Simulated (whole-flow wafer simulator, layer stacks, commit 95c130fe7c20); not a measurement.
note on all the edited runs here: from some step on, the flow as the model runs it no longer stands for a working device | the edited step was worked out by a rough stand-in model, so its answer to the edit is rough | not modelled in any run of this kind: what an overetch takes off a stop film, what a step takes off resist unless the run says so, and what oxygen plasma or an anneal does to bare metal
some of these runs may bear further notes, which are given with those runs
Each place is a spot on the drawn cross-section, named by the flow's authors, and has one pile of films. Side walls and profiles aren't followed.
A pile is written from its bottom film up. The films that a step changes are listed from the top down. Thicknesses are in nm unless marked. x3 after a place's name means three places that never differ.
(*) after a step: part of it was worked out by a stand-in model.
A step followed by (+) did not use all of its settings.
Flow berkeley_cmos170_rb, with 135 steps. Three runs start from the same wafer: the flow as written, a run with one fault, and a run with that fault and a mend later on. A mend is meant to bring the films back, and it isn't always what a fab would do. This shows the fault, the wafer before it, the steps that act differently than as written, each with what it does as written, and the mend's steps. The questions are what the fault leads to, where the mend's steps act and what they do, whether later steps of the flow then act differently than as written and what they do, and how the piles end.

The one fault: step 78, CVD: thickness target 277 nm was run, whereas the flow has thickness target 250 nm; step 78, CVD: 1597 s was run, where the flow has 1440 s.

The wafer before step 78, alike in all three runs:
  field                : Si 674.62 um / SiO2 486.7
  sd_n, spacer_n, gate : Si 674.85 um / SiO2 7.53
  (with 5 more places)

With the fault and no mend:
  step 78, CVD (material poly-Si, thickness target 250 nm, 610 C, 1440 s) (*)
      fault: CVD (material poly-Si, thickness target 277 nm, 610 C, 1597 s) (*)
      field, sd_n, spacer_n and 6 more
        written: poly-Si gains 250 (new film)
        fault: poly-Si gains 277 (new film)
  Steps further on in the flow that do not act as written (9 other steps are not shown; they differ only slightly, by no more than 2% or 0.5 nm, whichever is larger):
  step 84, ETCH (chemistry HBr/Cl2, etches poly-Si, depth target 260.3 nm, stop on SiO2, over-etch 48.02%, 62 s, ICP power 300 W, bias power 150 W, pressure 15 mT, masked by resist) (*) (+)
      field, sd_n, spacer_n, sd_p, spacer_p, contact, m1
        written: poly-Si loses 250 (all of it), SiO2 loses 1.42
        fault: poly-Si loses 277 (all of it), SiO2 loses 0.54
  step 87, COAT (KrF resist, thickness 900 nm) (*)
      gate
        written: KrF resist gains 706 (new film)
        fault: KrF resist gains 685.6 (new film)
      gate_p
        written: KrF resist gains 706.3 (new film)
        fault: KrF resist gains 686.1 (new film)
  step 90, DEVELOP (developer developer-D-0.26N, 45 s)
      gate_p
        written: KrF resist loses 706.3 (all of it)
        fault: KrF resist loses 686.1 (all of it)
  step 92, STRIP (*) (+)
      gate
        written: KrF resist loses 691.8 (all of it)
        fault: KrF resist loses 671.4 (all of it)
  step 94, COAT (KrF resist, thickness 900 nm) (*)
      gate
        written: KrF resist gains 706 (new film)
        fault: KrF resist gains 685.6 (new film)
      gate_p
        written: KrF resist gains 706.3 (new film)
        fault: KrF resist gains 686.1 (new film)
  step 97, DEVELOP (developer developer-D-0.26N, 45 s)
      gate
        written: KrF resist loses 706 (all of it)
        fault: KrF resist loses 685.6 (all of it)
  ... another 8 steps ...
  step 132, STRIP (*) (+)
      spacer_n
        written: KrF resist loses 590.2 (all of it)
        fault: KrF resist loses 577.6 (all of it)
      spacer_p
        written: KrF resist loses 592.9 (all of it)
        fault: KrF resist loses 580.8 (all of it)
  At spacer_n, gate, spacer_p, gate_p, the piles at the end differ from the flow's by more than 2% or 0.5 nm, whichever is larger.
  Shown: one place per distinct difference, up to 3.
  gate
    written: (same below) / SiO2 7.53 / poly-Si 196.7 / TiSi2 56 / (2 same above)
    fault: (same below) / SiO2 7.53 / poly-Si 223.7 / TiSi2 56 / (2 same above)
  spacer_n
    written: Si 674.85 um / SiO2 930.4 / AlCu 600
    fault: Si 674.85 um / SiO2 957.4 / AlCu 600
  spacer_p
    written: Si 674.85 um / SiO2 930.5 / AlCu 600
    fault: Si 674.85 um / SiO2 957.5 / AlCu 600

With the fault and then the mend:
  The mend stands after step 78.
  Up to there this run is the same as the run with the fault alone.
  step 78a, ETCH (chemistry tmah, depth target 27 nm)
      field, sd_n, spacer_n and 6 more
        poly-Si loses 27
  Every later step of the flow that is run acts as written at every place that is followed.
  At every place that both follow, the piles at the end match the flow's.
